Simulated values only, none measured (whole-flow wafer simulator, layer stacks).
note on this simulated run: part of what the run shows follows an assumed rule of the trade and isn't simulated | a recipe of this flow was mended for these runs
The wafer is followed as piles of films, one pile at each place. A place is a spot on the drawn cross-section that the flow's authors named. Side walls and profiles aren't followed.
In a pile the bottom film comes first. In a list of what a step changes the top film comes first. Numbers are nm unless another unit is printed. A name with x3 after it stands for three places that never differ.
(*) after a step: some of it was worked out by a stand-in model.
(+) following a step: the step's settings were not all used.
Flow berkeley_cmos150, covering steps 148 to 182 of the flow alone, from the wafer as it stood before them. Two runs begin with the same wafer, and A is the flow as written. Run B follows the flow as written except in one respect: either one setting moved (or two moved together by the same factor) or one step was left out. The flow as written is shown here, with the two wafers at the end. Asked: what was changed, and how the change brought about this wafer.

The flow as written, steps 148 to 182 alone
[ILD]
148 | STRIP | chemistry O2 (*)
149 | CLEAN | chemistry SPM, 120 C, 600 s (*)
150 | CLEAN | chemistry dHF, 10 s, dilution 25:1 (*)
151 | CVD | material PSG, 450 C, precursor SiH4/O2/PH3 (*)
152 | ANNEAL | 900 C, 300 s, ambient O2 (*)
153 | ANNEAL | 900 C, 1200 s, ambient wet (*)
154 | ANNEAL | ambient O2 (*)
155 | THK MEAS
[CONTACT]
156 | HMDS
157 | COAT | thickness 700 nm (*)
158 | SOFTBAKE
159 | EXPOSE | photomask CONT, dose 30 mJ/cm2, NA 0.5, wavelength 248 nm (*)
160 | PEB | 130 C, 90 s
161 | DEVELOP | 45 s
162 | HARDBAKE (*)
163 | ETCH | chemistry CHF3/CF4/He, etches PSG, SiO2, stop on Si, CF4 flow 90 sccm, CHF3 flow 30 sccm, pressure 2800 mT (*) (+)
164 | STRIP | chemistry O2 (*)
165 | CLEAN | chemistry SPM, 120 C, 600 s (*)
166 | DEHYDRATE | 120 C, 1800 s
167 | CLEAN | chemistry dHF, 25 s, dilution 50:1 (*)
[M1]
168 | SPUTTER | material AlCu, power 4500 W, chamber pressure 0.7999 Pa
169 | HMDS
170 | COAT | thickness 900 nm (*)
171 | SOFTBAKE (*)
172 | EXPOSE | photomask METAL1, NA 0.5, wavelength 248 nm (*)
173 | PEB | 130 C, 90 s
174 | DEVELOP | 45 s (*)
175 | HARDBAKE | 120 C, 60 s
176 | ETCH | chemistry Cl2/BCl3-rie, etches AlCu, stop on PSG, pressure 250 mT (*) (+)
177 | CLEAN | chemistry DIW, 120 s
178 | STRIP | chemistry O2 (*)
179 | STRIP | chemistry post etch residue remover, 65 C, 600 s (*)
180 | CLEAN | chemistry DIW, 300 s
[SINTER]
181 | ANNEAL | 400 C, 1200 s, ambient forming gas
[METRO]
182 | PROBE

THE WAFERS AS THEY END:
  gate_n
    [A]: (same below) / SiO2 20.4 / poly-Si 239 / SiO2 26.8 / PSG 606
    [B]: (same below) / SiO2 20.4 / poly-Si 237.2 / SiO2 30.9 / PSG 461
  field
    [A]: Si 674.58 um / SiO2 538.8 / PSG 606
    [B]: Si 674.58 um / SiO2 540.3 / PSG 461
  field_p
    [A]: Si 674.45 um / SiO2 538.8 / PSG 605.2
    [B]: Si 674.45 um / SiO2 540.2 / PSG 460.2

Cause: step 151, CVD: 415 C was run, though the flow has 450 C.

Step by step, how the change led to this:
  151 | CVD | material PSG, 450 C, precursor SiH4/O2/PH3 (*)
      field, field_p, sd_n, gate_n, gate_p, contact, m1: A PSG gains 700 (new film) | B PSG gains 547.4 (new film)
      sd_p: A PSG gains 639.5 (new film) | B PSG gains 503.5 (new film)
  153 | ANNEAL | 900 C, 1200 s, ambient wet (*)
      sd_n, contact, m1: A PSG loses 35, SiO2 gains 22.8, Si loses 10 | B PSG loses 27.4, SiO2 gains 25.7, Si loses 11.3
      field, field_p: A PSG loses 35, SiO2 gains 16.3, Si loses 7.15 | B PSG loses 27.4, SiO2 gains 17.7, Si loses 7.79
      (and at 3 other places as well)
  157 | COAT | thickness 700 nm (*)
      sd_p: A KrF-resist gains 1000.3 (new film) | B KrF-resist gains 975.1 (new film)
  163 | ETCH | chemistry CHF3/CF4/He, etches PSG, SiO2, stop on Si, CF4 flow 90 sccm, CHF3 flow 30 sccm, pressure 2800 mT (*) (+)
      field, field_p, sd_n, gate_n, sd_p, gate_p, m1: A KrF-resist loses 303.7 | B KrF-resist loses 252.9
      contact: A PSG loses 665 (all of it), SiO2 loses 38.1 (all of it), Si loses 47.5 | B PSG loses 520 (all of it), SiO2 loses 41 (all of it), Si loses 47.5
  164 | STRIP | chemistry O2 (*)
      field: A KrF-resist loses 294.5 (all of it) | B KrF-resist loses 343.8 (all of it)
      field_p: A KrF-resist loses 397.1 (all of it) | B KrF-resist loses 444.1 (all of it)
      (and at 5 other places as well)
  168 | SPUTTER | material AlCu, power 4500 W, chamber pressure 0.7999 Pa
      contact: A AlCu gains 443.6 (new film) | B AlCu gains 479 (new film)
  170 | COAT | thickness 900 nm (*)
      contact: A thick-KrF-resist gains 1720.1 (new film) | B thick-KrF-resist gains 1586.1 (new film)
  175 | HARDBAKE | 120 C, 60 s
      contact: A thick-KrF-resist loses 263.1 | B thick-KrF-resist loses 242.6
  176 | ETCH | chemistry Cl2/BCl3-rie, etches AlCu, stop on PSG, pressure 250 mT (*) (+)
      sd_p: A AlCu loses 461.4 (all of it), PSG loses 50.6 | B AlCu loses 470.3 (all of it), PSG loses 49.5
  178 | STRIP | chemistry O2 (*)
      contact: A thick-KrF-resist loses 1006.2 (all of it) | B thick-KrF-resist loses 893 (all of it)
      m1: A thick-KrF-resist loses 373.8 (all of it) | B thick-KrF-resist loses 386.6 (all of it)
